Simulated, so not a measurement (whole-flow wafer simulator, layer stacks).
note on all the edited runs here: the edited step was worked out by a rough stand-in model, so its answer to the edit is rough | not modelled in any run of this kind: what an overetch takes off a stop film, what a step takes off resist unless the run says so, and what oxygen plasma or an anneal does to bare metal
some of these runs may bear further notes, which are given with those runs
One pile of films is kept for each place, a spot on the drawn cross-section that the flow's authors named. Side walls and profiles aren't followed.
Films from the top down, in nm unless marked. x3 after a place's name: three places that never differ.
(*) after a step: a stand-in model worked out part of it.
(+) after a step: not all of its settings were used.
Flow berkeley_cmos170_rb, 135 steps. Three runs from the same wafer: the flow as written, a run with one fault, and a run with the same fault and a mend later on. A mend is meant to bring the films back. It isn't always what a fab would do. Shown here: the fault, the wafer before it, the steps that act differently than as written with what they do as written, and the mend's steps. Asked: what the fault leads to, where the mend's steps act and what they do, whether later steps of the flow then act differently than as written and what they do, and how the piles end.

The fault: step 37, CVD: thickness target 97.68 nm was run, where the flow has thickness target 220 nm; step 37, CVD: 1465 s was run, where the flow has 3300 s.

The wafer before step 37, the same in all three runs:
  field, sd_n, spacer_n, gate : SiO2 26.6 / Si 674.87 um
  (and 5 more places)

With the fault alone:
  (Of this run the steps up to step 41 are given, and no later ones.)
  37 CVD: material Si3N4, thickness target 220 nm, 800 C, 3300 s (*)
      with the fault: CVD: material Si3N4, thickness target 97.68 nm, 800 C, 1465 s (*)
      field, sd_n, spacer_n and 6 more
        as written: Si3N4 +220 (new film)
        with the fault: Si3N4 +97.7 (new film)
  No later step of the flow up to step 41 acts differently than as written at any place that is followed.
  After step 41 the piles differ from the flow's by more than 2% or 0.5 nm, whichever is larger, at field, sd_n, spacer_n and 6 more.
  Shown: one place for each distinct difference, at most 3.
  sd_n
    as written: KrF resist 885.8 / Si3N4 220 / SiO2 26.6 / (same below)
    with the fault: KrF resist 885.8 / Si3N4 97.7 / SiO2 26.6 / (same below)
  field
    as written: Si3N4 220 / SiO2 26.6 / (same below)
    with the fault: Si3N4 97.7 / SiO2 26.6 / (same below)

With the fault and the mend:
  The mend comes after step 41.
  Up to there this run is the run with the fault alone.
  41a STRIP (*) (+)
      sd_n, spacer_n, gate, sd_p, spacer_p, gate_p, contact, m1
        KrF resist -885.8 (all of it)
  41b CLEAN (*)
      changes no film at any place that is followed
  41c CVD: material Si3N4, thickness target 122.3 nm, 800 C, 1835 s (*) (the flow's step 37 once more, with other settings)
      field, sd_n, spacer_n and 6 more
        Si3N4 +122.3
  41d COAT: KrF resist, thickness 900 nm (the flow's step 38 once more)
      field, sd_n, spacer_n and 6 more
        KrF resist +900 (new film)
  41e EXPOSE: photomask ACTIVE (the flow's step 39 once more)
      changes no film at any place that is followed
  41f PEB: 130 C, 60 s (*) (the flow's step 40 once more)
      changes no film at any place that is followed
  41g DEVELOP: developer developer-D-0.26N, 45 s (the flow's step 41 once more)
      sd_n, spacer_n, gate, sd_p, spacer_p, gate_p, contact, m1
        KrF resist -14.2
      field
        KrF resist -900 (all of it)
  No later step of the flow acts differently than as written at any place that is followed.
  At the end the piles are the same as the flow's at every place that both follow.
